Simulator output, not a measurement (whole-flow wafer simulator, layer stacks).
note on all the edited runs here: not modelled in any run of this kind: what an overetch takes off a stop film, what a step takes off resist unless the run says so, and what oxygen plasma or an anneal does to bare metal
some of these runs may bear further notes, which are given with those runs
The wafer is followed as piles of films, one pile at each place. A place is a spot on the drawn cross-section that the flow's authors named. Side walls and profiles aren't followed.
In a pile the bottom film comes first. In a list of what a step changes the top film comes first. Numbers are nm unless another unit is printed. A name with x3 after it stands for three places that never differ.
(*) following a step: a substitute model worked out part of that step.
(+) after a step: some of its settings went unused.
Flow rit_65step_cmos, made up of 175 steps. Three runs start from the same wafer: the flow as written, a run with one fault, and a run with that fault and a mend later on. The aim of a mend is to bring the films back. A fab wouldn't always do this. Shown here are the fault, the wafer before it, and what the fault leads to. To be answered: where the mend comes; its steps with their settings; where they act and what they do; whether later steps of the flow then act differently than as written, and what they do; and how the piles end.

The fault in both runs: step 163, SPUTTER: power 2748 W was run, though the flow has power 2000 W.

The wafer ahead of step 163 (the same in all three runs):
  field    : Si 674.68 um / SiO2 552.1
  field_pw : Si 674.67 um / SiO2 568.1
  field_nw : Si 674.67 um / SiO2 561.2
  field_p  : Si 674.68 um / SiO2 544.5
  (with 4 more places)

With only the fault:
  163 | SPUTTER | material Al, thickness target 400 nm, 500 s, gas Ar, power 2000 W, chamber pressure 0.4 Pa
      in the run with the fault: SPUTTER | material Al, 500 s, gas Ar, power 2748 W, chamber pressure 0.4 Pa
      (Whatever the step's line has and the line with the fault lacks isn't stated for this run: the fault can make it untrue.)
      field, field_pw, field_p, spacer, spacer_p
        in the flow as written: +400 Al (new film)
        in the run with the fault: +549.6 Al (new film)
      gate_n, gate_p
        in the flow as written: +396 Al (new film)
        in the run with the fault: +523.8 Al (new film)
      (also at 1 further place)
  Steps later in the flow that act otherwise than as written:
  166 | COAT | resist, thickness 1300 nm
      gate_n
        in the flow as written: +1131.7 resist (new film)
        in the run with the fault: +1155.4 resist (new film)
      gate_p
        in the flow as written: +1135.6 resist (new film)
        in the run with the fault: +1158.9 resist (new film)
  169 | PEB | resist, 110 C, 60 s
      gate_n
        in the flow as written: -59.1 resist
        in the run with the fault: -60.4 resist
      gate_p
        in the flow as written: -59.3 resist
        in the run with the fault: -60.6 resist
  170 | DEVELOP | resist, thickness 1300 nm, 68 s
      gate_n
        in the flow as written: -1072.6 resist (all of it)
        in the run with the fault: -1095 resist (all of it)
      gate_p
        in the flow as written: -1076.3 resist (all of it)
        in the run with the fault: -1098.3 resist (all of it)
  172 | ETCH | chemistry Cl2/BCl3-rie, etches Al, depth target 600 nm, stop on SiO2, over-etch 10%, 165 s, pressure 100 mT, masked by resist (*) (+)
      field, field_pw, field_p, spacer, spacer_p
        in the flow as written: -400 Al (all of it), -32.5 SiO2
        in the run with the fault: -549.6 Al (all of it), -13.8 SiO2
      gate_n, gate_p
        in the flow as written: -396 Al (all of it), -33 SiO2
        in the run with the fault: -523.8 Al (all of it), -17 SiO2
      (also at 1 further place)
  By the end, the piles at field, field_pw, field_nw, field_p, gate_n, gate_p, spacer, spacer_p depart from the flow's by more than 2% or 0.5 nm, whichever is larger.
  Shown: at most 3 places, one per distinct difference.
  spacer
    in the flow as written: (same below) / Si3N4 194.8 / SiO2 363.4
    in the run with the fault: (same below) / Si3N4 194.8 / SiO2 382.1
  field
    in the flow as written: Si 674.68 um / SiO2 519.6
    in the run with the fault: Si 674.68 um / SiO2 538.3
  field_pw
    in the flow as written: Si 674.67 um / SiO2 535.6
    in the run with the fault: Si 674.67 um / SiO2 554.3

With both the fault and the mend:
  The mend follows step 164.
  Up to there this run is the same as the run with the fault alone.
  164a | ETCH | chemistry al pan, depth target 628.2 nm
      field, field_pw, field_nw, field_p, spacer, spacer_p
        -549.6 Al (all of it)
      gate_n, gate_p
        -523.8 Al (all of it)
  164b | SPUTTER | material Al, thickness target 400 nm, 500 s, gas Ar, power 2000 W, chamber pressure 0.4 Pa (a further turn of the flow's step 163)
      field, field_pw, field_p, spacer, spacer_p
        +400 Al (new film)
      gate_n, gate_p
        +396 Al (new film)
      field_nw
        +397.2 Al (new film)
  None of the later steps of the flow acts differently than as written at any place that is followed.
  At every place that both follow, the piles at the end match the flow's.
